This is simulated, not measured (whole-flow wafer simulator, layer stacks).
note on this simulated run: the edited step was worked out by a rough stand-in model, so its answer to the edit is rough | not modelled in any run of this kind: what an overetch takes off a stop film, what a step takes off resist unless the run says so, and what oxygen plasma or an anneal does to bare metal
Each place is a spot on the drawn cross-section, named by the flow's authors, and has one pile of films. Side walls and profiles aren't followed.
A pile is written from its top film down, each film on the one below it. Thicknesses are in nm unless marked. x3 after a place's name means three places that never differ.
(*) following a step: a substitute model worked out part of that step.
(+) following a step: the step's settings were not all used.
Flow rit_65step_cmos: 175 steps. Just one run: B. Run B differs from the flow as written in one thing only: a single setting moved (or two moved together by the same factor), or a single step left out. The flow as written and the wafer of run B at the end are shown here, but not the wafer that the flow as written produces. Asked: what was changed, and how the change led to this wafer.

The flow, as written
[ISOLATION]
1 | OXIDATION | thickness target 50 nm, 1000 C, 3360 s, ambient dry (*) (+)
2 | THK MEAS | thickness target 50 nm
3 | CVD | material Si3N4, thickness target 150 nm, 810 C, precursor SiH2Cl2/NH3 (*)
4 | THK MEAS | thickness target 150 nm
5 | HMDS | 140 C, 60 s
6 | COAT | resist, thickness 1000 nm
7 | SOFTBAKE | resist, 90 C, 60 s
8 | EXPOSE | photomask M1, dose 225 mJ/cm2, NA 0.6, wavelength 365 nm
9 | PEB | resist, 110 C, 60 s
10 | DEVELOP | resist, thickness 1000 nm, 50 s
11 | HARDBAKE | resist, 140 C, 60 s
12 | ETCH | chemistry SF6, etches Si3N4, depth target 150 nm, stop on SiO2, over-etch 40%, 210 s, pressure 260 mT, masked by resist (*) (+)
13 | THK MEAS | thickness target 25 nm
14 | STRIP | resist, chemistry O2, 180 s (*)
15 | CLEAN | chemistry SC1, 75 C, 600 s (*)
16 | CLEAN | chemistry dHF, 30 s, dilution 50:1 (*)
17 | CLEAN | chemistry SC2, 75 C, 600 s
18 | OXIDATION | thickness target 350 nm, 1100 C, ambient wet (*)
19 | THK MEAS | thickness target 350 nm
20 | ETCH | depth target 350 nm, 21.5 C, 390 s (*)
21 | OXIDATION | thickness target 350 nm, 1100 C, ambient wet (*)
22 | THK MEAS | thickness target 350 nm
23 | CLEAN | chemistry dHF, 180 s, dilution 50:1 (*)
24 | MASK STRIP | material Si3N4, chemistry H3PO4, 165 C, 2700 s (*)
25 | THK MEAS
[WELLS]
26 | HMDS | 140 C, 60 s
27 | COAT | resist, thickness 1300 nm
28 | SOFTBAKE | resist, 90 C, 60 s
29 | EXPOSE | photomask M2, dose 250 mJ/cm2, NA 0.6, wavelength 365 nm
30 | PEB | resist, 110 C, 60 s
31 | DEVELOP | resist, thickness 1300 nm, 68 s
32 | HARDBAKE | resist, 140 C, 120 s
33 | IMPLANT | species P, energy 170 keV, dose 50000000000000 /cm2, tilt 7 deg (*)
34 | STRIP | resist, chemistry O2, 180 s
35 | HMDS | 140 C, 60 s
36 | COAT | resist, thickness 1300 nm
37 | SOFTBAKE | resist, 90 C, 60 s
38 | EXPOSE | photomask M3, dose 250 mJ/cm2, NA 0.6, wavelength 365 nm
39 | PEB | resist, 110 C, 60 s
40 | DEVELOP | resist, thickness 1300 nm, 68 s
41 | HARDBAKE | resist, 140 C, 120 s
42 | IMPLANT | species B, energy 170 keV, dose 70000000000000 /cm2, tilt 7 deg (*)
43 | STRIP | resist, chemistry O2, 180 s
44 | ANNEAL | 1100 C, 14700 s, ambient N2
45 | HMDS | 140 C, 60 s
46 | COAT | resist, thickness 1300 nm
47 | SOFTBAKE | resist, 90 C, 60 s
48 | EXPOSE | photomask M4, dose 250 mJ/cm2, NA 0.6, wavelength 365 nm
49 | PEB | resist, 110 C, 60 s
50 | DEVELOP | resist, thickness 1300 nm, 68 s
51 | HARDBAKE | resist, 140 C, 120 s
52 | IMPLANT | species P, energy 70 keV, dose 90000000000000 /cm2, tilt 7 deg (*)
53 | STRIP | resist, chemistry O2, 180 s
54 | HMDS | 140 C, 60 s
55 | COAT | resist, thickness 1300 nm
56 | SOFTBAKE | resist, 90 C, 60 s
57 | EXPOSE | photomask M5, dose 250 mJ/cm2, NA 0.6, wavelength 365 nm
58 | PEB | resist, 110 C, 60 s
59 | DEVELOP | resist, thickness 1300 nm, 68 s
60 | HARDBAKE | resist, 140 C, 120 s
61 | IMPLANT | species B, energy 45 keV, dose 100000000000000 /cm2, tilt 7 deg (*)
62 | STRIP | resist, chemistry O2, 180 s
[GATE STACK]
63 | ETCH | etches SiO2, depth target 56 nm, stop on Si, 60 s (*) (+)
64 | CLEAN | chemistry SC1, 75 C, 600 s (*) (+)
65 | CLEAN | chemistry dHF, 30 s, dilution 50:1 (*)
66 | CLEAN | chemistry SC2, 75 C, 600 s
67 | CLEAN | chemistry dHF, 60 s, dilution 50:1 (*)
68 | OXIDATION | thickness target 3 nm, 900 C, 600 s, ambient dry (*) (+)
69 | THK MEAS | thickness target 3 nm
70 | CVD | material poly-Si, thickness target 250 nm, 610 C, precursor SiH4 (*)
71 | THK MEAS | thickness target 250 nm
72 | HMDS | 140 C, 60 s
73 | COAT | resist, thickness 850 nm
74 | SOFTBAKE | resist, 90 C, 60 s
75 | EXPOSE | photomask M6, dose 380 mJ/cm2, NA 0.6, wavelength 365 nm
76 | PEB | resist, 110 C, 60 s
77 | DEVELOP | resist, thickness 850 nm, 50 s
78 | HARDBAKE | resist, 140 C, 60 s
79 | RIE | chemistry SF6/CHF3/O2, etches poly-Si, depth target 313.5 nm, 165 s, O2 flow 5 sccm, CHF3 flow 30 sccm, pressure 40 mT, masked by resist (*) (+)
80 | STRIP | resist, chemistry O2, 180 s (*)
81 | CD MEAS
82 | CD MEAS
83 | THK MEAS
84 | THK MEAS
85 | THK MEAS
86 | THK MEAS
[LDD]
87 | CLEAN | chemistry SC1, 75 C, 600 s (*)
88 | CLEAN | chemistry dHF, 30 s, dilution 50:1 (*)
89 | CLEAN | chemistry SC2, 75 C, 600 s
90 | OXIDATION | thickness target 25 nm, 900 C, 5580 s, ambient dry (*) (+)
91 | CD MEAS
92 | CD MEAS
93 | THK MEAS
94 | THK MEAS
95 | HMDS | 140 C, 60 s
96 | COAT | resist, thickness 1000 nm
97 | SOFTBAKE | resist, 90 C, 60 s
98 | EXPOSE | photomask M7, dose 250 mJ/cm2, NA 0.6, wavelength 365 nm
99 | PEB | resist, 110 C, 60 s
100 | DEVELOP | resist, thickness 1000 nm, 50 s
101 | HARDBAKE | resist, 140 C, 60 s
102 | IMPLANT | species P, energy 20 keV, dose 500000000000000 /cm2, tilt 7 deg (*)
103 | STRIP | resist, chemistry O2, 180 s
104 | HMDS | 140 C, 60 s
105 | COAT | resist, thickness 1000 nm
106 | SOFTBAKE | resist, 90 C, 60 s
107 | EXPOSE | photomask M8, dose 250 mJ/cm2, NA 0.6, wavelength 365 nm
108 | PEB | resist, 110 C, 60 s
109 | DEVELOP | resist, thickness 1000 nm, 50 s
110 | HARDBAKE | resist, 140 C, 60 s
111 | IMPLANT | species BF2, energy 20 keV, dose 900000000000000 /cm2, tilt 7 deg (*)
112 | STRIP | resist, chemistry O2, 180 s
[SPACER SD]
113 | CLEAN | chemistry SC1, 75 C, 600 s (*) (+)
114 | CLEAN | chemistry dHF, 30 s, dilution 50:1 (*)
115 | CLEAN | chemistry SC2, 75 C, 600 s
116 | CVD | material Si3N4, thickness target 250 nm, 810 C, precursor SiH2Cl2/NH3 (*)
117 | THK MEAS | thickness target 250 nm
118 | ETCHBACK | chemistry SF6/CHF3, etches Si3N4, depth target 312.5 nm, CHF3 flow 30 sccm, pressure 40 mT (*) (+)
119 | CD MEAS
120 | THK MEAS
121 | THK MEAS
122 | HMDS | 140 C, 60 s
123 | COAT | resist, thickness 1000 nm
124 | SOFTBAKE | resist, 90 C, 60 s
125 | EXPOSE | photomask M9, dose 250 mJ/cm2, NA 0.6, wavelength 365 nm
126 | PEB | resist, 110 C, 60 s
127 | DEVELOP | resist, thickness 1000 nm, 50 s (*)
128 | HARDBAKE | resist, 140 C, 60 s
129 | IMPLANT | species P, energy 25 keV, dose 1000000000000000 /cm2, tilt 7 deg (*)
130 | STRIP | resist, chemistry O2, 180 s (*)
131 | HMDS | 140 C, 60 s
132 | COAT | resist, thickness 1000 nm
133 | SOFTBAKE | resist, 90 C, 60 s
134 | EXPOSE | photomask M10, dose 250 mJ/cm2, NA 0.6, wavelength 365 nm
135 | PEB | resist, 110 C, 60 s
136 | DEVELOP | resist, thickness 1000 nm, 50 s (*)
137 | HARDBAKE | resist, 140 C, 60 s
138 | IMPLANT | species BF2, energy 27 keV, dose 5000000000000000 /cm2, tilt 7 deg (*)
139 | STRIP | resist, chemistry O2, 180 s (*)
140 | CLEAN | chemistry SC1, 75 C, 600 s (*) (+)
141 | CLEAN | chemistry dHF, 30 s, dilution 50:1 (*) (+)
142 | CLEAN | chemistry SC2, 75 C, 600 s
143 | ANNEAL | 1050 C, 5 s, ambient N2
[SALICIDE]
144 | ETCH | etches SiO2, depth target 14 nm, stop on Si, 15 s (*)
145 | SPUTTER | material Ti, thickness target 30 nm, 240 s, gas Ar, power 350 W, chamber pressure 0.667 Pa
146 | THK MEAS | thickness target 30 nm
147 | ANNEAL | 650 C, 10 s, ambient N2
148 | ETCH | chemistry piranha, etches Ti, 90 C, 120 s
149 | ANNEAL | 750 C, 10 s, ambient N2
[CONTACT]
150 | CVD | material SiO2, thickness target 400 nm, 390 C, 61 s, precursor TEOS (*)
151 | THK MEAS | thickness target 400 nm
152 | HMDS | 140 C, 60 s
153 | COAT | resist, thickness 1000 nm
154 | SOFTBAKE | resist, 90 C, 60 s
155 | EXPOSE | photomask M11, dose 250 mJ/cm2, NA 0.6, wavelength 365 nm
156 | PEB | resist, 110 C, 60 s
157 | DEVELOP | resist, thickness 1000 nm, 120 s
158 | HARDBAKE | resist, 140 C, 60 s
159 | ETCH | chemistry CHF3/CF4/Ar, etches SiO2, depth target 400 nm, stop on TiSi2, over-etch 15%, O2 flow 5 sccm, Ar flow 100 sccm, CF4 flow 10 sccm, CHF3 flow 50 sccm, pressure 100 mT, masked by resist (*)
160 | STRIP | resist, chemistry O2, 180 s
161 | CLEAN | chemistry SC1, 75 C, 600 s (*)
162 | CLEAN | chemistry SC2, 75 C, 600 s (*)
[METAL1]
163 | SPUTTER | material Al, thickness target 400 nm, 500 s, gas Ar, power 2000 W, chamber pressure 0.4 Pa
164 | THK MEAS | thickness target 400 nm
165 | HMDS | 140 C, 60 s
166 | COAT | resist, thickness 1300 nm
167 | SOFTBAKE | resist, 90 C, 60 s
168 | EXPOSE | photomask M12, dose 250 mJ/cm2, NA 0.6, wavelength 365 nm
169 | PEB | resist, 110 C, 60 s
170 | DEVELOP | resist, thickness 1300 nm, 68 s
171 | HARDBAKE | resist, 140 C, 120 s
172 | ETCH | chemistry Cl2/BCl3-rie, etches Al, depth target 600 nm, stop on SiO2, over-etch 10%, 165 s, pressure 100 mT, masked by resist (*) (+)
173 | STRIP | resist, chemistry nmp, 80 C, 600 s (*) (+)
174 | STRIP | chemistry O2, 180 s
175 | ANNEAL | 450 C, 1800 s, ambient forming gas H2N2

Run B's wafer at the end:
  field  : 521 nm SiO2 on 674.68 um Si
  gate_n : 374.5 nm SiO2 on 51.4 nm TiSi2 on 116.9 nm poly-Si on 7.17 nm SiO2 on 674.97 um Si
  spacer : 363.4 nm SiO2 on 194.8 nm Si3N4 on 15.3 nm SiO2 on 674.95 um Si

The reason: step 102, IMPLANT: dose 275000000000000 /cm2 was run, though the flow has dose 500000000000000 /cm2.

The path from the change to this, step by step:
  114 | CLEAN | chemistry dHF, 30 s, dilution 50:1 (*)
      field, active_n, gate_n, spacer, sd_n, contact, m1: -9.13 SiO2 (as written it would have been: -10.5 SiO2)
  118 | ETCHBACK | chemistry SF6/CHF3, etches Si3N4, depth target 312.5 nm, CHF3 flow 30 sccm, pressure 40 mT (*) (+)
      gate_n: -250 Si3N4 (all of it), -17.7 SiO2 (all of it), -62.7 poly-Si (as written it would have been: -250 Si3N4 (all of it), -16.3 SiO2 (all of it), -65.5 poly-Si)
  147 | ANNEAL | 650 C, 10 s, ambient N2
      gate_n: -21.5 Ti, +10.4 TiSi first (new film), +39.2 TiSi2 C49 (new film), -42.1 poly-Si (as written it would have been: -21.3 Ti, +9.82 TiSi first (new film), +39.5 TiSi2 C49 (new film), -41.9 poly-Si)
  149 | ANNEAL | 750 C, 10 s, ambient N2
      gate_n: +51.4 TiSi2 (new film), -10.3 TiSi first (all of it), -39.2 TiSi2 C49 (all of it), -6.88 poly-Si (as written it would have been: +50.8 TiSi2 (new film), -9.72 TiSi first (all of it), -39.5 TiSi2 C49 (all of it), -6.48 poly-Si)
